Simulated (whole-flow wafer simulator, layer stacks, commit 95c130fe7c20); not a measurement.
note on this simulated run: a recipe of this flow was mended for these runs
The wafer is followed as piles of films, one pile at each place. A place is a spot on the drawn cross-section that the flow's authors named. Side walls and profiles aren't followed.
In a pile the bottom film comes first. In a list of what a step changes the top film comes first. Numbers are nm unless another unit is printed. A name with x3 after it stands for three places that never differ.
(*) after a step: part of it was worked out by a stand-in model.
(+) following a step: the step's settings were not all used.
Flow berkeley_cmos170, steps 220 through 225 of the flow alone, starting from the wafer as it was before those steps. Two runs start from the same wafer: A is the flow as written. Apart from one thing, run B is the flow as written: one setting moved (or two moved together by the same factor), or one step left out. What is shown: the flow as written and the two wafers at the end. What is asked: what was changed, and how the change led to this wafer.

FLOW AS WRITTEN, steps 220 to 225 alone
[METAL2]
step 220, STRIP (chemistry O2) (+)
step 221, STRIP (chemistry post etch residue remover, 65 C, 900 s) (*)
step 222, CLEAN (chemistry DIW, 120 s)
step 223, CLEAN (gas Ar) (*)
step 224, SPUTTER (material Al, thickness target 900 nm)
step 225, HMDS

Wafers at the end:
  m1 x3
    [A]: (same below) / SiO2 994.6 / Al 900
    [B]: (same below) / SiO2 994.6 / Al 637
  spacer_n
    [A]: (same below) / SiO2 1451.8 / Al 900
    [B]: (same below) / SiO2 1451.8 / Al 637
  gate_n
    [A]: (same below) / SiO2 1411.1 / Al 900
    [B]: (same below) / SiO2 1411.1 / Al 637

Cause: step 224, SPUTTER: thickness target 637 nm was run, while the flow as written has thickness target 900 nm.
The wafer itself shows it: m1 x3 has Al 637, and step 224 as written asks for 900 nm.

The path from the change to this, step by step:
  step 224, SPUTTER (material Al, thickness target 900 nm)
      field, mark, sd_n and 9 more: A +900 Al (new film) | B +637 Al (new film)
      via1: A +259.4 Al | B +209.1 Al
